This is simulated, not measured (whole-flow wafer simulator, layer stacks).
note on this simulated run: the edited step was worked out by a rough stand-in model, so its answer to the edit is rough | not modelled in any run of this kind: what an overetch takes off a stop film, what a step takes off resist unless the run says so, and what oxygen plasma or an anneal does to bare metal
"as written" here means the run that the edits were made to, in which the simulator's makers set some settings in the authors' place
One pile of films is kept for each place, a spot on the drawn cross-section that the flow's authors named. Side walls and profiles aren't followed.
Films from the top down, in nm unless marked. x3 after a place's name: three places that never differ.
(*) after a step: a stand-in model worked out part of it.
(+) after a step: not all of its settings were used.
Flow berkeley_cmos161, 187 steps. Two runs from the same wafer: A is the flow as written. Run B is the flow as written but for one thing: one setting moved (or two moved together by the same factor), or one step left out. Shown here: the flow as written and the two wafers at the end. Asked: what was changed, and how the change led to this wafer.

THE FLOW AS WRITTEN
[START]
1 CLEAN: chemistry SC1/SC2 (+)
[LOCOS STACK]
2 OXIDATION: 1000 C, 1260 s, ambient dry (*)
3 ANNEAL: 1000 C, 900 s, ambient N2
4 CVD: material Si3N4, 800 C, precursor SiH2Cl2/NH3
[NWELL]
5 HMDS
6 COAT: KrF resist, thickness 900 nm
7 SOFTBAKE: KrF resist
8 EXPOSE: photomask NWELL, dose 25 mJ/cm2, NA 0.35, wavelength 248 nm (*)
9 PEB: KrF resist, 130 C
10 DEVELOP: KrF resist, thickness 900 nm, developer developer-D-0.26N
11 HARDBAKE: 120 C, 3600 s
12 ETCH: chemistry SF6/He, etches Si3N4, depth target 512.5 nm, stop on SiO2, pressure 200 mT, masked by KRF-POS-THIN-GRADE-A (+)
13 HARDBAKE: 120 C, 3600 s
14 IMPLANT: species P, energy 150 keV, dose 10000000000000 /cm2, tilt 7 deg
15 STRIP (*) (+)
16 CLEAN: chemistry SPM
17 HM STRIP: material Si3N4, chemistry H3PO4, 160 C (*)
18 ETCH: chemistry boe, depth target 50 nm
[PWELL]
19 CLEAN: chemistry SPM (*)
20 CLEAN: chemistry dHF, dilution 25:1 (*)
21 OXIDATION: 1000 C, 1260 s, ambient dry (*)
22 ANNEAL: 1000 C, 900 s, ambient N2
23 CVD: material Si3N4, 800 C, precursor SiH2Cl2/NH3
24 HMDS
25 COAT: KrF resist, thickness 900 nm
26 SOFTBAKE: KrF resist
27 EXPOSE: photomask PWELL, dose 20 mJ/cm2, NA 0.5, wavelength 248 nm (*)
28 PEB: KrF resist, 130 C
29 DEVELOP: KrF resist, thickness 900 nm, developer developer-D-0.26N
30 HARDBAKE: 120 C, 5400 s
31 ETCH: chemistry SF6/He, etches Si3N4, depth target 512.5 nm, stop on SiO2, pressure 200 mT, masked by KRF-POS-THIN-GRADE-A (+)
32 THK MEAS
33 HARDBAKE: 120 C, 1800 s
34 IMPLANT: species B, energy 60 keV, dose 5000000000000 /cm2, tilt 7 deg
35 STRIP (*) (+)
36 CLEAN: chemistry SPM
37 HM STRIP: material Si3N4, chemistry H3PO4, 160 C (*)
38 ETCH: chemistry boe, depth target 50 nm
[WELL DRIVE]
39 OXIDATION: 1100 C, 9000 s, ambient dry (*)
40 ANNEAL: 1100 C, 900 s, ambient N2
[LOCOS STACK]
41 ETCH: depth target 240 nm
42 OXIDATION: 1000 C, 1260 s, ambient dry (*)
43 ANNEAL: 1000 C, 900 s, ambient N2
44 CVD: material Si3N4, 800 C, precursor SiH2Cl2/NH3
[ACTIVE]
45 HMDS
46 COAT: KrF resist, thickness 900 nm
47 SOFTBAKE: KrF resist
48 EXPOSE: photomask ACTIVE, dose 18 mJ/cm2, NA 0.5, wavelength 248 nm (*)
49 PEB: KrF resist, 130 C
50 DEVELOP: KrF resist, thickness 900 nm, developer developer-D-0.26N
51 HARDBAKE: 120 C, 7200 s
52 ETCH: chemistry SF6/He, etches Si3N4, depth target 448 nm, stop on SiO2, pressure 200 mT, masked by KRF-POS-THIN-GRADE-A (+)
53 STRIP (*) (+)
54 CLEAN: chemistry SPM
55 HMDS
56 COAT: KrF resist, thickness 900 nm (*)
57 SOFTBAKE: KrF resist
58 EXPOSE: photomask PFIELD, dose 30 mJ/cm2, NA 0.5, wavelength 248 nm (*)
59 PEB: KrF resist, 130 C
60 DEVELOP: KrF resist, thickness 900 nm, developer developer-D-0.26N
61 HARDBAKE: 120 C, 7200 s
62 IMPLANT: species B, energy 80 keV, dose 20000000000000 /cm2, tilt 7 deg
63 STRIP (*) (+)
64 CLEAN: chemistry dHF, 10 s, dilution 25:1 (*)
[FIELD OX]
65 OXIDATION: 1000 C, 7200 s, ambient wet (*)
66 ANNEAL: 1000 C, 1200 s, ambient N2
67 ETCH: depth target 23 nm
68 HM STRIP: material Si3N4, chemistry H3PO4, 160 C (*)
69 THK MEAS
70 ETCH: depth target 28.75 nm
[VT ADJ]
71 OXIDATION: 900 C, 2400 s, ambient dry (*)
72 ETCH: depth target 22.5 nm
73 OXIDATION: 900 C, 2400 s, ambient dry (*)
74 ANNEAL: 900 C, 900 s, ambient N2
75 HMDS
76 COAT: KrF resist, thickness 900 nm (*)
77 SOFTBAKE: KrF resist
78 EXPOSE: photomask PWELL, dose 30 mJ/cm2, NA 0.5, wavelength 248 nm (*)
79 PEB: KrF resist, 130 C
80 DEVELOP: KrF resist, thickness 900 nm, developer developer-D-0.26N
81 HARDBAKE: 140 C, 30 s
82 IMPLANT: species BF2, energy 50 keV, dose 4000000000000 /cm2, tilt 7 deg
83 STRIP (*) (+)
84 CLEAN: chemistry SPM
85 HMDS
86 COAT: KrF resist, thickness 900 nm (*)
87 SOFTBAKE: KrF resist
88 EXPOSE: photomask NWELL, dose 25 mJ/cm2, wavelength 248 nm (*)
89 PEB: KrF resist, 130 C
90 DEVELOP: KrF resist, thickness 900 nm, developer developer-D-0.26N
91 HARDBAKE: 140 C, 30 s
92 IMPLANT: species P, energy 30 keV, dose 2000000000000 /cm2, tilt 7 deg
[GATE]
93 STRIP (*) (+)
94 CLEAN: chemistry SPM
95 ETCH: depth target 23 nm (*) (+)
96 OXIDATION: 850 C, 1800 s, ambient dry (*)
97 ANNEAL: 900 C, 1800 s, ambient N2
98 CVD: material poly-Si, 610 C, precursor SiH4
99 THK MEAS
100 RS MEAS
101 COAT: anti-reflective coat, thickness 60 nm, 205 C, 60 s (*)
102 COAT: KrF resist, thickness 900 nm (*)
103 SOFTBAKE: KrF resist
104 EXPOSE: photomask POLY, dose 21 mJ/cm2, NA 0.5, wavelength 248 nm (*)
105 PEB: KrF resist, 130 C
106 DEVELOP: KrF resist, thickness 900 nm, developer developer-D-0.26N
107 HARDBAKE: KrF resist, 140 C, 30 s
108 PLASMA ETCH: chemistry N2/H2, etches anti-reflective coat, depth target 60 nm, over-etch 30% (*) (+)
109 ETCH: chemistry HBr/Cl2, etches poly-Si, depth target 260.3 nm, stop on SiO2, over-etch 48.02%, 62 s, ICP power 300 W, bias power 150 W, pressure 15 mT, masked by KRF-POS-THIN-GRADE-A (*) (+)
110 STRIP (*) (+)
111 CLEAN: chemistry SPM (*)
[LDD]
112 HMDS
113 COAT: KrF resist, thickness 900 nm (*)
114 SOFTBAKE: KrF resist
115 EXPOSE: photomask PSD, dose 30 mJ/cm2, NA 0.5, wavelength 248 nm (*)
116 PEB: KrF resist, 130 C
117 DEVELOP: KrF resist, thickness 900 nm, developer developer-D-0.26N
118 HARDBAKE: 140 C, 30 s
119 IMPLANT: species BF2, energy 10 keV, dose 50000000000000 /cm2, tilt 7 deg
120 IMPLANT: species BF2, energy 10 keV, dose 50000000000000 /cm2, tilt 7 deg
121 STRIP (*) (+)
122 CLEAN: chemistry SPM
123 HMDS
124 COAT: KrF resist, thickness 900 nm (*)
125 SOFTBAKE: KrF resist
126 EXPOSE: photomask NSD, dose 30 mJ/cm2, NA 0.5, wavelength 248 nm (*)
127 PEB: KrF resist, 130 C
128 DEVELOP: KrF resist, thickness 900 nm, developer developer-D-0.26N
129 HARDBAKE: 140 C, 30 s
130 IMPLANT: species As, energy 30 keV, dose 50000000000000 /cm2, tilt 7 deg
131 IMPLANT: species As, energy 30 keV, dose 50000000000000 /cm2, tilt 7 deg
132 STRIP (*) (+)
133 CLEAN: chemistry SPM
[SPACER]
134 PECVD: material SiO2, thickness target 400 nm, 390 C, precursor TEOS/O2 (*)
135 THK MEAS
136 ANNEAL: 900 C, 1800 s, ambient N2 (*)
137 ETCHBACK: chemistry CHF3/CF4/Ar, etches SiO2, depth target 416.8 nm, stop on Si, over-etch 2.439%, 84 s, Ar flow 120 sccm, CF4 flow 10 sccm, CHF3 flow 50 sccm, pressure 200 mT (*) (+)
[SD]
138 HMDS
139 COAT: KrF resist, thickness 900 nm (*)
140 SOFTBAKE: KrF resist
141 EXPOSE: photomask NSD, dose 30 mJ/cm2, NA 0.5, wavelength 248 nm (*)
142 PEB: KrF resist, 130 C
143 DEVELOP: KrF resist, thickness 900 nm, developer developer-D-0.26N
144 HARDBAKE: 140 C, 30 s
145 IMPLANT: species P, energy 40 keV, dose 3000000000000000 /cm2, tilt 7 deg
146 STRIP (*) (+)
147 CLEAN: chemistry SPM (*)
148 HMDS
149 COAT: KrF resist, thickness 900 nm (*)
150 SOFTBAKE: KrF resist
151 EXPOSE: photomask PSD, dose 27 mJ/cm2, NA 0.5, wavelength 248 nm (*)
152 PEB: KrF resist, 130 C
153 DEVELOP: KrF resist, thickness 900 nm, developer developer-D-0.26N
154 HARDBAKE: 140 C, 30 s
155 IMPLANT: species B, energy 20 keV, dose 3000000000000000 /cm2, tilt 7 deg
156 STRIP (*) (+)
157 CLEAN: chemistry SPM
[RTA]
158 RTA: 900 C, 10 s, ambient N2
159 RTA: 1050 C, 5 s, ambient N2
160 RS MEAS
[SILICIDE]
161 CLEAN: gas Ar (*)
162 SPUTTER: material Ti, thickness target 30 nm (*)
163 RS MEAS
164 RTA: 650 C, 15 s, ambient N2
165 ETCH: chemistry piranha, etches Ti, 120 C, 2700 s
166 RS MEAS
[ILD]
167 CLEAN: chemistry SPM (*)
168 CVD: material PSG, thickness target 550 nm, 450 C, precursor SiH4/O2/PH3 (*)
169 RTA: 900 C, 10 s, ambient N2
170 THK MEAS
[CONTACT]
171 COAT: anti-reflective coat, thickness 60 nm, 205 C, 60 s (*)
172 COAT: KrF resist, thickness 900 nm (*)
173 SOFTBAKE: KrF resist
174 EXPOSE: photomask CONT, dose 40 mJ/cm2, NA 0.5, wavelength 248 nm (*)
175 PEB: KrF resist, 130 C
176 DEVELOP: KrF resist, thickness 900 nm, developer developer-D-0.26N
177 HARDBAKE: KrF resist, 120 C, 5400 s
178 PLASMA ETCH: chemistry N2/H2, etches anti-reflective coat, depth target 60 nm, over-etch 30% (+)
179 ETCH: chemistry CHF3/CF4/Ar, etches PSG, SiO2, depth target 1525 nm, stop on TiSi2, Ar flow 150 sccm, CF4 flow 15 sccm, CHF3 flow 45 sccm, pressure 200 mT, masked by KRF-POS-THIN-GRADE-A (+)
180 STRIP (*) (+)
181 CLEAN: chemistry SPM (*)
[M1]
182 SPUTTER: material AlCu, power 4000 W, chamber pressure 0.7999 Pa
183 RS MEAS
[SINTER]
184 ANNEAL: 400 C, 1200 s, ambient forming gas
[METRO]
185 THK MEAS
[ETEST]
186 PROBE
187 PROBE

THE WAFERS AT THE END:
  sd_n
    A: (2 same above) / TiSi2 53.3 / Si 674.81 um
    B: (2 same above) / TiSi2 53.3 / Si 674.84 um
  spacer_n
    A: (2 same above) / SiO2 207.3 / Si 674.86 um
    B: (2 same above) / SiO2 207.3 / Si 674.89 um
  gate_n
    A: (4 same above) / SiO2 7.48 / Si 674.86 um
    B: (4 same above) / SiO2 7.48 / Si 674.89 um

The cause: step 39, OXIDATION: 4500 s was run, where the flow has 9000 s.

How the change led to this, step by step:
  39 OXIDATION: 1100 C, 9000 s, ambient dry (*)
      field, sd_n, spacer_n and 6 more: A SiO2 +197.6 (new film), Si -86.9 | B SiO2 +129.1 (new film), Si -56.8
  41 ETCH: depth target 240 nm
      field, sd_n, spacer_n and 6 more: A SiO2 -197.6 (all of it) | B SiO2 -129.1 (all of it)
